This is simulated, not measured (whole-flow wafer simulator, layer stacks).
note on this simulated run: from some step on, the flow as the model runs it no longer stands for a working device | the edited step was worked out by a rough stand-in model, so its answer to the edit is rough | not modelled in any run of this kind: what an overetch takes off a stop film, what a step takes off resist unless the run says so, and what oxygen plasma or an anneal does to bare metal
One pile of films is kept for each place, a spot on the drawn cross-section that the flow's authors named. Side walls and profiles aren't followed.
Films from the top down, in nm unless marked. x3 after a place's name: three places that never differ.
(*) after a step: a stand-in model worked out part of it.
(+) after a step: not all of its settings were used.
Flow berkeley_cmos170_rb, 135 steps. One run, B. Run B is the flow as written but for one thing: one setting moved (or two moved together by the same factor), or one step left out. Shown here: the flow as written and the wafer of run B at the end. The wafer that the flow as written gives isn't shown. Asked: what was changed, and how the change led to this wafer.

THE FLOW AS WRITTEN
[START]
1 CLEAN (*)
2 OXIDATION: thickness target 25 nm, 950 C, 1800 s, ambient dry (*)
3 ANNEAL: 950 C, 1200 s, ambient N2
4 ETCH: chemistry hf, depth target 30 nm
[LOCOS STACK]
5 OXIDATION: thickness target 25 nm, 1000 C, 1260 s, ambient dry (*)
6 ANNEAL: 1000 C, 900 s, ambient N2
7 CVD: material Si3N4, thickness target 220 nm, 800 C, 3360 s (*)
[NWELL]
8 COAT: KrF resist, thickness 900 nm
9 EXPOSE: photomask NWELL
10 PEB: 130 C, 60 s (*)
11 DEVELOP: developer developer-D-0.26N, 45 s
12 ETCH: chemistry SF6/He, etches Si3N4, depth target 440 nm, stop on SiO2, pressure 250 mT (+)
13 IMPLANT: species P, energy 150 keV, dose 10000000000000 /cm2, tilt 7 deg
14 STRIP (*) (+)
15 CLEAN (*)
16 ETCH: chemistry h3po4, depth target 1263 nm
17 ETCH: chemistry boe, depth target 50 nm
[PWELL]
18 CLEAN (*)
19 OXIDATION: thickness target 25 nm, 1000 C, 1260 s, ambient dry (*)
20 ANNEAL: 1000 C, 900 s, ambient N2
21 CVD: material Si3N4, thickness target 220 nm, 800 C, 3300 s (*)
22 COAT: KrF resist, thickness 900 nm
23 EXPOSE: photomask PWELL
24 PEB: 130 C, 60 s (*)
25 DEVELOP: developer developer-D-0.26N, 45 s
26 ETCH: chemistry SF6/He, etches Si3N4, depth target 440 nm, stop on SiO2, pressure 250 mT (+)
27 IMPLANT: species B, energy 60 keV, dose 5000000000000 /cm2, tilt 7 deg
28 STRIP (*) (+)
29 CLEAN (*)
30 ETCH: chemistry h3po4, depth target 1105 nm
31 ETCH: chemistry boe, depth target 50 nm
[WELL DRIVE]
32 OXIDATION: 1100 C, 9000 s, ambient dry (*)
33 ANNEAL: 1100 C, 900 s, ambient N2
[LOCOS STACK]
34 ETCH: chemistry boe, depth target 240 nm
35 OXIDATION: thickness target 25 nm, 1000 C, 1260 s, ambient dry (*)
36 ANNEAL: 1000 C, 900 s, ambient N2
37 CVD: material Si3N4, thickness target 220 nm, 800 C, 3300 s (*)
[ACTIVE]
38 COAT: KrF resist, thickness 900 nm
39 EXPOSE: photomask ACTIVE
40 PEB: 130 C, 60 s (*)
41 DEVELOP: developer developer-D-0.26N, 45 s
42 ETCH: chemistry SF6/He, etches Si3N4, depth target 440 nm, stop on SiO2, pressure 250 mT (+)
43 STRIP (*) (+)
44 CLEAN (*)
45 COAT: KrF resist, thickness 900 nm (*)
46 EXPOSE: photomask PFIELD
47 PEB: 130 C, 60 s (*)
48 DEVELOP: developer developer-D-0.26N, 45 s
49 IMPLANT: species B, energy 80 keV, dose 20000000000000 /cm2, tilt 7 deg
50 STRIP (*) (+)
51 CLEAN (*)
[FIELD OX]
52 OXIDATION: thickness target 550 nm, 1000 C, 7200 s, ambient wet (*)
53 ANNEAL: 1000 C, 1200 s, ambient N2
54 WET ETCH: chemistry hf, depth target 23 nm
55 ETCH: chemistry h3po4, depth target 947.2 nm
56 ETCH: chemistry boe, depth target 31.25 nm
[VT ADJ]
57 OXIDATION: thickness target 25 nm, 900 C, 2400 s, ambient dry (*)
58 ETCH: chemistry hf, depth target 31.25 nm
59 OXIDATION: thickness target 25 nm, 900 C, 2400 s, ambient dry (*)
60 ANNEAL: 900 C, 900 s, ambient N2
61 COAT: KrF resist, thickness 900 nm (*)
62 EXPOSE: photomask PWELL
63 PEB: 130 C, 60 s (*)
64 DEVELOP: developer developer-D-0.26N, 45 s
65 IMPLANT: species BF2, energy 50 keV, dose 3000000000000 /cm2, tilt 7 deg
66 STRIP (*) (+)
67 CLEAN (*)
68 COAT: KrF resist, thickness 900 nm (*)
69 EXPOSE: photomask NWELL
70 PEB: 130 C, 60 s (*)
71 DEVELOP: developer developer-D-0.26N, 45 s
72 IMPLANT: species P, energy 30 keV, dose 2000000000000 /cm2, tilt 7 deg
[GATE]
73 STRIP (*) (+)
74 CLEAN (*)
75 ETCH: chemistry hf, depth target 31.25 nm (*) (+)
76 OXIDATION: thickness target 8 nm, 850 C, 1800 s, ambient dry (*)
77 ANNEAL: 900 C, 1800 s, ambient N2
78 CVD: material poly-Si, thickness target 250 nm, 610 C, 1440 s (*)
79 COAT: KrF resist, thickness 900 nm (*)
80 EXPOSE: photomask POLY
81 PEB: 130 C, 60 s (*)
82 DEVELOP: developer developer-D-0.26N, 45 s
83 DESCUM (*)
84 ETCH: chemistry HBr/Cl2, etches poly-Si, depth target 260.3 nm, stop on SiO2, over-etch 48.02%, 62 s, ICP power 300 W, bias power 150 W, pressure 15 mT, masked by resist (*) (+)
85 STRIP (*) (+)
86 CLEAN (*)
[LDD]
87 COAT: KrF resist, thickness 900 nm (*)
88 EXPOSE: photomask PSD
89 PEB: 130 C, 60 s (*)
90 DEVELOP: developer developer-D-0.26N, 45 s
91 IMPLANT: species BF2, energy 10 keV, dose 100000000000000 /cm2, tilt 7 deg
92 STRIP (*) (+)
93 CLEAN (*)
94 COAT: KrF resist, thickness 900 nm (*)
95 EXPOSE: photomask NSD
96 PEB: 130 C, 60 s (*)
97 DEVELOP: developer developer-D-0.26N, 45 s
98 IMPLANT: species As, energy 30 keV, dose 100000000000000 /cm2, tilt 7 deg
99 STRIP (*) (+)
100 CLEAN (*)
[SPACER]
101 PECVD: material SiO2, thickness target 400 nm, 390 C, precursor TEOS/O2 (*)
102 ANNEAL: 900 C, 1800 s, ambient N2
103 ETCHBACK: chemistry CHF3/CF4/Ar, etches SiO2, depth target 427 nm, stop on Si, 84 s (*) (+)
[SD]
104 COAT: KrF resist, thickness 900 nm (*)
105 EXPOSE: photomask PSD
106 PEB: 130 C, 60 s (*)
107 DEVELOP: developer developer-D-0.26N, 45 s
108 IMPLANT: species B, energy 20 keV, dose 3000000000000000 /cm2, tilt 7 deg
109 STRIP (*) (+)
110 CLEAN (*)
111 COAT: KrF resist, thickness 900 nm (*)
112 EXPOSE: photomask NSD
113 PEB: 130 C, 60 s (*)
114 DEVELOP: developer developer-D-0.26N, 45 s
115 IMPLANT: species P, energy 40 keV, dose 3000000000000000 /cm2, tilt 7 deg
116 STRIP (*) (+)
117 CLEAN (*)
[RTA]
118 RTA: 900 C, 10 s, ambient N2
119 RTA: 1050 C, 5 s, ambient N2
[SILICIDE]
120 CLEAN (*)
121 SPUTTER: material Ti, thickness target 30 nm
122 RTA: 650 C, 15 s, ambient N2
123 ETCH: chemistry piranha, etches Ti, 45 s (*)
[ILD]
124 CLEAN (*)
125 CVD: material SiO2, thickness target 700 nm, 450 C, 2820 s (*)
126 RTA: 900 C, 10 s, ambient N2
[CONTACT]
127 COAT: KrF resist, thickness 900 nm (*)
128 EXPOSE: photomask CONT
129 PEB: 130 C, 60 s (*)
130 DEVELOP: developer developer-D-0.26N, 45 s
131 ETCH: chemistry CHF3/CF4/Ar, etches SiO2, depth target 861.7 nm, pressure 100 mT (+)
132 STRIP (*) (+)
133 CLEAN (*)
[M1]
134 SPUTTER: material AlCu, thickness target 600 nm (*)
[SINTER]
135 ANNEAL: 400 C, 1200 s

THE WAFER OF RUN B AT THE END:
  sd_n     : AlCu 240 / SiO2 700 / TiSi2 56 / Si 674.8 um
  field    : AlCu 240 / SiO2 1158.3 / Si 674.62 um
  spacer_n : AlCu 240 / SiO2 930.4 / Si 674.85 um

The cause: step 134, SPUTTER: thickness target 240 nm was run, where the flow has thickness target 600 nm.
It can be read off the wafer: sd_n has AlCu 240, and step 134 as written asks for 600 nm.

How the change led to this, step by step:
  134 SPUTTER: material AlCu, thickness target 600 nm (*)
      field, sd_n, spacer_n, gate, spacer_p, gate_p, m1: AlCu +240 (new film) (as written it would be: AlCu +600 (new film))
      sd_p: AlCu +213.5 (new film) (as written it would be: AlCu +545.9 (new film))
      (and at 1 more place)
